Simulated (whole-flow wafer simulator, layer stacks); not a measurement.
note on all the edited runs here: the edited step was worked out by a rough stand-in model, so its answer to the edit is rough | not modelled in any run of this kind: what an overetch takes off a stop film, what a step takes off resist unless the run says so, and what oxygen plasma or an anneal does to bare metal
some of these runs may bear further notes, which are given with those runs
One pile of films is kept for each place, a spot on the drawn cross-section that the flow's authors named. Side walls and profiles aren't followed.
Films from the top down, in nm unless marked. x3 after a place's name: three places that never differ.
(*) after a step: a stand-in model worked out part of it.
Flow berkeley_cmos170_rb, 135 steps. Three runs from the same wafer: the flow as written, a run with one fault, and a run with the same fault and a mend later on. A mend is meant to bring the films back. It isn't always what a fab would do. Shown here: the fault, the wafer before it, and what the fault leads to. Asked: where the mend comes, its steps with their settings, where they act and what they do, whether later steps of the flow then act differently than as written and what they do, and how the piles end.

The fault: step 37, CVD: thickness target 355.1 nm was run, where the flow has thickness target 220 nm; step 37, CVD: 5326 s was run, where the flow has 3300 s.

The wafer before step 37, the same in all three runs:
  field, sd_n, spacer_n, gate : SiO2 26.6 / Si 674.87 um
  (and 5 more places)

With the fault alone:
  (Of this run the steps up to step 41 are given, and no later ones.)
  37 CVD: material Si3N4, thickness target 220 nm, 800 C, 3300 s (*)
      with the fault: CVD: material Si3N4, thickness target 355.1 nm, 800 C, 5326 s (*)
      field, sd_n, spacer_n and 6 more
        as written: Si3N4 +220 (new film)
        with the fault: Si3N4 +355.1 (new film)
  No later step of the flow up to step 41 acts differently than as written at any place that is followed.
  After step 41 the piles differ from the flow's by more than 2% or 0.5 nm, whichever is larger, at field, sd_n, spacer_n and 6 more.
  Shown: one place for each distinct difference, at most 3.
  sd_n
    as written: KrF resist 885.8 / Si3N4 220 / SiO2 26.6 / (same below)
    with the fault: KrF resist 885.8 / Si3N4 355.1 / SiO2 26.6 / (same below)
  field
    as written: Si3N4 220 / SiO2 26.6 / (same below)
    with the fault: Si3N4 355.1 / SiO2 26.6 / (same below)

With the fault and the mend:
  The mend comes after step 37.
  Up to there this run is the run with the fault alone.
  37a ETCH: chemistry h3po4, depth target 408.9 nm (the flow's step 30 once more, with other settings)
      field, sd_n, spacer_n and 6 more
        Si3N4 -355.1 (all of it)
  37b CLEAN (*)
      changes no film at any place that is followed
  37c CVD: material Si3N4, thickness target 220 nm, 800 C, 3300 s (*) (the flow's step 37 once more)
      field, sd_n, spacer_n and 6 more
        Si3N4 +220 (new film)
  No later step of the flow acts differently than as written at any place that is followed.
  At the end the piles are the same as the flow's at every place that both follow.
